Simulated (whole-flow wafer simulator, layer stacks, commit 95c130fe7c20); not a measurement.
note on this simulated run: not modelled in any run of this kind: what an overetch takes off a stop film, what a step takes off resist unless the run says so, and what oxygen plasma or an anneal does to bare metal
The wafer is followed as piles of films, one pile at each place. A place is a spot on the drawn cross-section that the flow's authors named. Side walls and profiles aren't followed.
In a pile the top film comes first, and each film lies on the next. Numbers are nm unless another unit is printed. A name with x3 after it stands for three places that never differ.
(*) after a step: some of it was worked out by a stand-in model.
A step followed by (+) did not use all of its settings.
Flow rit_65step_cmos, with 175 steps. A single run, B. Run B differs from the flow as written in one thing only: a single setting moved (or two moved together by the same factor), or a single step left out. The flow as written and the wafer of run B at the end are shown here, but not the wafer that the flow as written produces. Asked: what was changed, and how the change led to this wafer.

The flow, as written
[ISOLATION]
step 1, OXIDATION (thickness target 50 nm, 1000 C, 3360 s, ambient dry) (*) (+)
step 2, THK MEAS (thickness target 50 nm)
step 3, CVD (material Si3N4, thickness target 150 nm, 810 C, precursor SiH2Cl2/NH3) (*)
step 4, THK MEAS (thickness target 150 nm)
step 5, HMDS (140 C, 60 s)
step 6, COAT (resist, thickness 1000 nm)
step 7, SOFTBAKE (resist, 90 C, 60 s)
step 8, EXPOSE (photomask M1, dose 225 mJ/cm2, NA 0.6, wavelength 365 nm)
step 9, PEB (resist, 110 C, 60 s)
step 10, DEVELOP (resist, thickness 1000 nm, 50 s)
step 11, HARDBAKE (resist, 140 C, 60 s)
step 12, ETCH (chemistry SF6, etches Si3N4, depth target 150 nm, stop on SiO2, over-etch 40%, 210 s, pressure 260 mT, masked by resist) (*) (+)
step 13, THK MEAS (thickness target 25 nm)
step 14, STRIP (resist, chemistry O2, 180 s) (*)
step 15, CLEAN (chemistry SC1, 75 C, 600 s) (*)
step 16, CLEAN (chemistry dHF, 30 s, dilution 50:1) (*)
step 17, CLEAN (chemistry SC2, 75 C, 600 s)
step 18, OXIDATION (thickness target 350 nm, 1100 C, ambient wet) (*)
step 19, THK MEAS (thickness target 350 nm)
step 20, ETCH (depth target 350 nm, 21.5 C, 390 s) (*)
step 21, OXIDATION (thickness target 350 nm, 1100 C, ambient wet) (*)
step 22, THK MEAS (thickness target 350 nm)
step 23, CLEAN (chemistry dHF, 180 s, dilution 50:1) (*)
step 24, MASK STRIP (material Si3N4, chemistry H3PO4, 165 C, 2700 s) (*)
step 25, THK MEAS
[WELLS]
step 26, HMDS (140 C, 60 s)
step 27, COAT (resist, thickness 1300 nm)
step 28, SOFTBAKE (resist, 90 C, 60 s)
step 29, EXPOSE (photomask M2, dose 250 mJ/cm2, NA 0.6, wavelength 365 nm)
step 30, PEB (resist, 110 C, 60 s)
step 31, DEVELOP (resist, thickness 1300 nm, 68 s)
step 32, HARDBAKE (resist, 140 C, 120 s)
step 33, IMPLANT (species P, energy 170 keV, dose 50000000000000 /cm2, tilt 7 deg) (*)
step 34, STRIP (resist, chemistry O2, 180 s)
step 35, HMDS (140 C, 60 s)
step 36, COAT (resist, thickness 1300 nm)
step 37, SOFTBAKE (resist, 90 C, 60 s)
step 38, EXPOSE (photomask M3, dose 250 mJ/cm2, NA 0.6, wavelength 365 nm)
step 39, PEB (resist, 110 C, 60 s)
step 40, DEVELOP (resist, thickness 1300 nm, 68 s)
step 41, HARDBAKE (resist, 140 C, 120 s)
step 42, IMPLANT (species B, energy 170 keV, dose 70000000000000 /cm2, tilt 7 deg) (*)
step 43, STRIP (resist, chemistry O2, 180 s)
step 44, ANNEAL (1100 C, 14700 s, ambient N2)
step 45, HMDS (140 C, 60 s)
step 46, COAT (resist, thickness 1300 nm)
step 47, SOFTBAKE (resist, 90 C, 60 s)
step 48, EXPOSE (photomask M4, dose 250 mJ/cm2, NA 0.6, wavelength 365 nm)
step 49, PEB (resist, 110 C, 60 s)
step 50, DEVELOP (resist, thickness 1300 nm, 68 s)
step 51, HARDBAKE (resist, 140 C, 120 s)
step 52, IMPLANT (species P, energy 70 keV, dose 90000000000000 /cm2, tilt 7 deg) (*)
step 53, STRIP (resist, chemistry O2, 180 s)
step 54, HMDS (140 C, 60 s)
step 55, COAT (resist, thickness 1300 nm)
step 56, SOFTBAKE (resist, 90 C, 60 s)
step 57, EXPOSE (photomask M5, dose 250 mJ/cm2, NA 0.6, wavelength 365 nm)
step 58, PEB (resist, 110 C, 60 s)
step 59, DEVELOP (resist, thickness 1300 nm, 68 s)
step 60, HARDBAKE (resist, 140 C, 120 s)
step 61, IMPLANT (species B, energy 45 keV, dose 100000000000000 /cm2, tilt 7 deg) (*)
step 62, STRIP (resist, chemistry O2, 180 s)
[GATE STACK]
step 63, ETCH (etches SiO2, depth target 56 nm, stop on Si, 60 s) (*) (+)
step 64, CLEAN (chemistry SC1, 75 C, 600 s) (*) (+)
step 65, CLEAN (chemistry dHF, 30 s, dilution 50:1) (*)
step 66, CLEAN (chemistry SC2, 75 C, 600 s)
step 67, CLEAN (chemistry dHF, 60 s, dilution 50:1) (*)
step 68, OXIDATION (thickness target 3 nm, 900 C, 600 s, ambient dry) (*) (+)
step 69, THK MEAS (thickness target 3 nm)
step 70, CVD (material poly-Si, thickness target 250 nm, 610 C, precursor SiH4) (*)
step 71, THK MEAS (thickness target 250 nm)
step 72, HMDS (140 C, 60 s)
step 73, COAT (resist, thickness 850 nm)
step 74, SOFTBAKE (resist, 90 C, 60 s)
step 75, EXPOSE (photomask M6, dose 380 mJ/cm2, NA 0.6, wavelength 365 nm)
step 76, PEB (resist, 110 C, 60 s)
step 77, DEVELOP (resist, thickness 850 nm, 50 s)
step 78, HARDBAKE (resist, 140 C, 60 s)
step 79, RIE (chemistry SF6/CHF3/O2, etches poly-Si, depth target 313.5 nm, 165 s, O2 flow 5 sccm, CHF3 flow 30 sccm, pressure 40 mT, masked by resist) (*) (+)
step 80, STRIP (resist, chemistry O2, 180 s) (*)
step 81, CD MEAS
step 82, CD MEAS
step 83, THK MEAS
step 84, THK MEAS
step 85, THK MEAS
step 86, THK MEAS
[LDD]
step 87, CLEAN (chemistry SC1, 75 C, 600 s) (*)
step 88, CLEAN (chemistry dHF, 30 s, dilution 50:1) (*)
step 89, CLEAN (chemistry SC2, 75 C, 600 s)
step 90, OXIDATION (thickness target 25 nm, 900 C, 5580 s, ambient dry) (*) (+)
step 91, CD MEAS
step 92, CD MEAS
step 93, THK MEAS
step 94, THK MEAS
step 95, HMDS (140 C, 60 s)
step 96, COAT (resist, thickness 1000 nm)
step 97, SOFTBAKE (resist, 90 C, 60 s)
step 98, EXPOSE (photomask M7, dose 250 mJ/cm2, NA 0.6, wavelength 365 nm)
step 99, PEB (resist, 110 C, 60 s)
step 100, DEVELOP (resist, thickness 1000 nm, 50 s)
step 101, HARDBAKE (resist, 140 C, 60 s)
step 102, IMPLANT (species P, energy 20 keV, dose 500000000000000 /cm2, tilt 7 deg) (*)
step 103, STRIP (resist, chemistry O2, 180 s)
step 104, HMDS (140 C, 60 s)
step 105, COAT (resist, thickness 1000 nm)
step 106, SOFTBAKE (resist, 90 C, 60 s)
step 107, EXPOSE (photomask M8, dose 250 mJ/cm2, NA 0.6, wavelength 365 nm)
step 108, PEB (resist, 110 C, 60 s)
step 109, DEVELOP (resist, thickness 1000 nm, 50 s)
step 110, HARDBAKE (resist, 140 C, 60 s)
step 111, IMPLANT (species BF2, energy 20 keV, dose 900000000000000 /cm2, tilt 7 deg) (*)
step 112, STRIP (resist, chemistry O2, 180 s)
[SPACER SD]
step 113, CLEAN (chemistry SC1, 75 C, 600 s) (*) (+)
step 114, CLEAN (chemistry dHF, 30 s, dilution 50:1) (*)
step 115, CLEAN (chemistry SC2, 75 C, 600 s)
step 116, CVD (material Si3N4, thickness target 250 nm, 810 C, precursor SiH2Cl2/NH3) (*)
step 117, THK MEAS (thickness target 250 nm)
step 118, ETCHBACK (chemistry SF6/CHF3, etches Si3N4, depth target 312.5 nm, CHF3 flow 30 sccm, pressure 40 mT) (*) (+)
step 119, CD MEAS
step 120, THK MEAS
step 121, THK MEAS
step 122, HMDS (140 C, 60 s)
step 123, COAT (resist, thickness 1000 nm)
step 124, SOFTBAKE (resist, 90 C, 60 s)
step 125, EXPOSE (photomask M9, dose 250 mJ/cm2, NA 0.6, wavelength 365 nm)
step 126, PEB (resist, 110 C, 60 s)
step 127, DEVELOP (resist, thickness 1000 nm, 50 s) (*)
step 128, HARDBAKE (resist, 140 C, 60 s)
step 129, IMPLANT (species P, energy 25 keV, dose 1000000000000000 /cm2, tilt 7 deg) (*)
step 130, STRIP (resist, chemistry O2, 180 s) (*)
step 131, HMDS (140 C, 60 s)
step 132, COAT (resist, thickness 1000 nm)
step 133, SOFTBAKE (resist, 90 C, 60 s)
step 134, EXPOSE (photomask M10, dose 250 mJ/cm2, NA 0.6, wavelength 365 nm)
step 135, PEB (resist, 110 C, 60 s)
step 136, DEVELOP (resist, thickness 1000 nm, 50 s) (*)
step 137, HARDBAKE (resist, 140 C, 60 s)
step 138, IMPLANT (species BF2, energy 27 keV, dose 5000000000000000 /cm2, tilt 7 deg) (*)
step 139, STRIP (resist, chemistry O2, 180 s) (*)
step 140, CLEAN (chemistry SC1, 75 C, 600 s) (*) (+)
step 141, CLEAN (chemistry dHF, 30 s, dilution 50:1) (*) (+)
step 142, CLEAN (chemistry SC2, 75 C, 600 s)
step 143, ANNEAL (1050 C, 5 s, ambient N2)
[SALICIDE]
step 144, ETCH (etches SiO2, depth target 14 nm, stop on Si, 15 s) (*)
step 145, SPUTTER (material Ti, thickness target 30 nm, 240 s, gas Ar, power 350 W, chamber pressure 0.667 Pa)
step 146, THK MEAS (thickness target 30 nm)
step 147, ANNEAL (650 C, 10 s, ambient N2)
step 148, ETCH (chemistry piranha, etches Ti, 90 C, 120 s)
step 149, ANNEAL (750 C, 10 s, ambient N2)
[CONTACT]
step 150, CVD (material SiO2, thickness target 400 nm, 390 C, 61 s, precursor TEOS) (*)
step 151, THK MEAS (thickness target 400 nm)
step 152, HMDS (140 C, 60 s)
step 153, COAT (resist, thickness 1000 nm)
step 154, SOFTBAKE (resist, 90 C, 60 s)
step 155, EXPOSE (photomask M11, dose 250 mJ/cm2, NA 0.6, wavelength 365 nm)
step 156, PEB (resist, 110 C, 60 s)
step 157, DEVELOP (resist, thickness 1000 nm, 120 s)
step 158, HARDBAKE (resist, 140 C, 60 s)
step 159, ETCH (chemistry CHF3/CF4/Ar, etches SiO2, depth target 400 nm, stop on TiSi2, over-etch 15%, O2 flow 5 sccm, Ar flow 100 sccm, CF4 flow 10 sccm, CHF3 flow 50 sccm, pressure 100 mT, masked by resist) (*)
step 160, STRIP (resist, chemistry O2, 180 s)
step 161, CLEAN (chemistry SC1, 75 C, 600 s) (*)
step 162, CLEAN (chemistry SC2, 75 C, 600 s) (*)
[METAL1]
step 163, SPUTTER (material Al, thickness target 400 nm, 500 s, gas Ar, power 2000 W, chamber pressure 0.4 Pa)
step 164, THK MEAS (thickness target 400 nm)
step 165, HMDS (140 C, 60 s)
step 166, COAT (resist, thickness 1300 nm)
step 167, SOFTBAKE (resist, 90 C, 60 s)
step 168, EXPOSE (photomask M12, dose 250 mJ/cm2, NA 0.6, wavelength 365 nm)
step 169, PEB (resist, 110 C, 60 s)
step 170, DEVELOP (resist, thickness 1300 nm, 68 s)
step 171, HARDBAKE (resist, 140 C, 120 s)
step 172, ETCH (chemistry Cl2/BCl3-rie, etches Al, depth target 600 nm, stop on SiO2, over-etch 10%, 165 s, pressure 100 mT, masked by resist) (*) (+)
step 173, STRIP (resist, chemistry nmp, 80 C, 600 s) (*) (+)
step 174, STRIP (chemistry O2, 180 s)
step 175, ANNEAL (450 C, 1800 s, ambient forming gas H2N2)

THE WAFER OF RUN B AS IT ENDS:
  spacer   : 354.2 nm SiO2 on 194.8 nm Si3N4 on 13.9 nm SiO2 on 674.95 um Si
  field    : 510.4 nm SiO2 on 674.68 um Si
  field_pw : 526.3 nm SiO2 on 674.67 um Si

What caused this: step 163, SPUTTER: power 1631 W was run, while the flow as written has power 2000 W.

Step by step, how the change led to this:
  step 163, SPUTTER (material Al, thickness target 400 nm, 500 s, gas Ar, power 2000 W, chamber pressure 0.4 Pa)
      field, field_p, spacer, spacer_p: Al gains 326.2 (new film) (as written it would have been: Al gains 400 (new film))
      gate_n, gate_p: Al gains 326.2 (new film) (as written it would have been: Al gains 396 (new film))
      (and at 2 other places as well)
  step 172, ETCH (chemistry Cl2/BCl3-rie, etches Al, depth target 600 nm, stop on SiO2, over-etch 10%, 165 s, pressure 100 mT, masked by resist) (*) (+)
      field, field_p, spacer, spacer_p: Al loses 326.2 (all of it), SiO2 loses 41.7 (as written it would have been: Al loses 400 (all of it), SiO2 loses 32.5)
      gate_n, gate_p: Al loses 326.2 (all of it), SiO2 loses 41.7 (as written it would have been: Al loses 396 (all of it), SiO2 loses 33)
      (and at 2 other places as well)
